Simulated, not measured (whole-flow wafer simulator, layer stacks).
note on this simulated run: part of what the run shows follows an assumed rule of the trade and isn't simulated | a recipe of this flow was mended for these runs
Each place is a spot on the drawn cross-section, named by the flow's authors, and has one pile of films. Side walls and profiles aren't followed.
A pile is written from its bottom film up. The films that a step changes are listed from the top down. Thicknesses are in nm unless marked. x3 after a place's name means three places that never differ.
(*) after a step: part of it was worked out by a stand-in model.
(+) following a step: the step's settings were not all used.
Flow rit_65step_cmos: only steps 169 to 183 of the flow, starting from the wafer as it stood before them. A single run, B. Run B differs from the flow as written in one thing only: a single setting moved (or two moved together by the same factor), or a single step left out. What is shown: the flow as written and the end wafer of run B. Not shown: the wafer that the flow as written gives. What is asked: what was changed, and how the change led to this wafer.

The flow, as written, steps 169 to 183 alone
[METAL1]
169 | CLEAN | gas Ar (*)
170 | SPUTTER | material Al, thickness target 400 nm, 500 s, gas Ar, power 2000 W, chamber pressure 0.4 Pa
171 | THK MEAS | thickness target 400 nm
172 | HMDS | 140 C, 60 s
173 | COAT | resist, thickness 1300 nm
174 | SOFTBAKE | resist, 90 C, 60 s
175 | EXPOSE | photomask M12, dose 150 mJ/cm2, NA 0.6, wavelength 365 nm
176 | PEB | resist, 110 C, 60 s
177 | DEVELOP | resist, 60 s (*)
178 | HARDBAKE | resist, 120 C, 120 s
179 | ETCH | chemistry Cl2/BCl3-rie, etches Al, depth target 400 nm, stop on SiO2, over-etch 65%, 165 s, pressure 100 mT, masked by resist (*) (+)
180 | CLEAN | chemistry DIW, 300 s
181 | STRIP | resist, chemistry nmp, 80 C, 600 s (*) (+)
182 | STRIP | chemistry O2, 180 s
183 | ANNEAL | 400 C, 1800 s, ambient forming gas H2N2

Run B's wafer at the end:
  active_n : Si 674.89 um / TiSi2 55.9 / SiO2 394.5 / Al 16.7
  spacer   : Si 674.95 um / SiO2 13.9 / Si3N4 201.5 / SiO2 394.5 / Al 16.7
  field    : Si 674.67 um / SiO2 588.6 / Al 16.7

Cause: step 170, SPUTTER: thickness target 690 nm was run, while the flow as written has thickness target 400 nm; step 170, SPUTTER: 862 s was run, where the flow has 500 s.

Step by step, how the change led to this:
  170 | SPUTTER | material Al, thickness target 400 nm, 500 s, gas Ar, power 2000 W, chamber pressure 0.4 Pa
      field, field_pw, field_nw and 10 more: Al gains 690 (new film) (as written it would have been: Al gains 400 (new film))
      contact: Al gains 408.6 (new film) (as written it would have been: Al gains 255.4 (new film))
  173 | COAT | resist, thickness 1300 nm
      contact: resist gains 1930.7 (new film) (as written it would have been: resist gains 1785.1 (new film))
  176 | PEB | resist, 110 C, 60 s
      contact: resist loses 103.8 (as written it would have been: resist loses 95.5)
  178 | HARDBAKE | resist, 120 C, 120 s
      contact: resist loses 67.9 (as written it would have been: resist loses 62.1)
  179 | ETCH | chemistry Cl2/BCl3-rie, etches Al, depth target 400 nm, stop on SiO2, over-etch 65%, 165 s, pressure 100 mT, masked by resist (*) (+)
      field, field_pw, field_nw and 9 more: Al loses 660 (as written it would have been: Al loses 386.7 (all of it), SiO2 loses 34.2)
  181 | STRIP | resist, chemistry nmp, 80 C, 600 s (*) (+)
      contact: resist loses 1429 (all of it) (as written it would have been: resist loses 1297.5 (all of it))
With metal films that touch counted as one body, active_n has 1 body; the flow as written gives 0 bodies.
With metal films that touch counted as one body, spacer has 1 body; the flow as written gives 0 bodies.
With metal films that touch counted as one body, field has 1 body; the flow as written gives 0 bodies.
